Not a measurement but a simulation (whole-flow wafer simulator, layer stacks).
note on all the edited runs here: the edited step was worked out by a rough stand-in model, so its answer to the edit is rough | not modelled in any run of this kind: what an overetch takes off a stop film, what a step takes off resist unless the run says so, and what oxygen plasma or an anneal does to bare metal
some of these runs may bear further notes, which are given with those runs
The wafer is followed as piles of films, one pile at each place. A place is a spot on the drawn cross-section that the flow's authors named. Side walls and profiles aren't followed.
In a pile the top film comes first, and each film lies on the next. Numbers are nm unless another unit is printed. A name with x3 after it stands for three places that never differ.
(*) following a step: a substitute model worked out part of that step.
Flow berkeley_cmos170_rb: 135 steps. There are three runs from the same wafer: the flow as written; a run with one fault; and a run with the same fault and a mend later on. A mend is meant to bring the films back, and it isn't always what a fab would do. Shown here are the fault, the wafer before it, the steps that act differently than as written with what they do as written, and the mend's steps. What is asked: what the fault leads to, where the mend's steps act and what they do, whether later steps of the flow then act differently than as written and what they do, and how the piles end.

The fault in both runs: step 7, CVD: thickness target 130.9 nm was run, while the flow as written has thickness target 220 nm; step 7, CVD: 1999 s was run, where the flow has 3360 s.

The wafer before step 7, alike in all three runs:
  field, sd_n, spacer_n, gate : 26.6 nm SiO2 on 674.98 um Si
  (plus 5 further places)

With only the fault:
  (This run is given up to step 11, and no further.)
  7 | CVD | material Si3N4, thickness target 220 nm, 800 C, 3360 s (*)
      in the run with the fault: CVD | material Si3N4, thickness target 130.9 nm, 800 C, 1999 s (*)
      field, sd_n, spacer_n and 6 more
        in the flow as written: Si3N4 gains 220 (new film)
        in the run with the fault: Si3N4 gains 130.9 (new film)
  Every later step of the flow up to step 11 that is run acts as written at every place that is followed.
  After step 11, at field, sd_n, spacer_n and 6 more, the piles differ from the flow's by more than 2% or 0.5 nm, whichever is larger.
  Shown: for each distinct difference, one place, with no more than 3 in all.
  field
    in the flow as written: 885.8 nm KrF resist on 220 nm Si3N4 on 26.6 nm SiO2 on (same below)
    in the run with the fault: 885.8 nm KrF resist on 130.9 nm Si3N4 on 26.6 nm SiO2 on (same below)
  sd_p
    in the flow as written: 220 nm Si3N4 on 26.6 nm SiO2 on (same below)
    in the run with the fault: 130.9 nm Si3N4 on 26.6 nm SiO2 on (same below)

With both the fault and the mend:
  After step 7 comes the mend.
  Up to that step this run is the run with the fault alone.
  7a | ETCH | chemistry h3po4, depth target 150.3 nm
      field, sd_n, spacer_n and 6 more
        Si3N4 loses 130.9 (all of it)
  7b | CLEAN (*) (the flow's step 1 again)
      alters no film at any place that is followed
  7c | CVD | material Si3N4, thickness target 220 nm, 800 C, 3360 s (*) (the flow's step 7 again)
      field, sd_n, spacer_n and 6 more
        Si3N4 gains 220 (new film)
  Every later step of the flow that is run acts as written at every place that is followed.
  At every place that both follow, the piles at the end match the flow's.
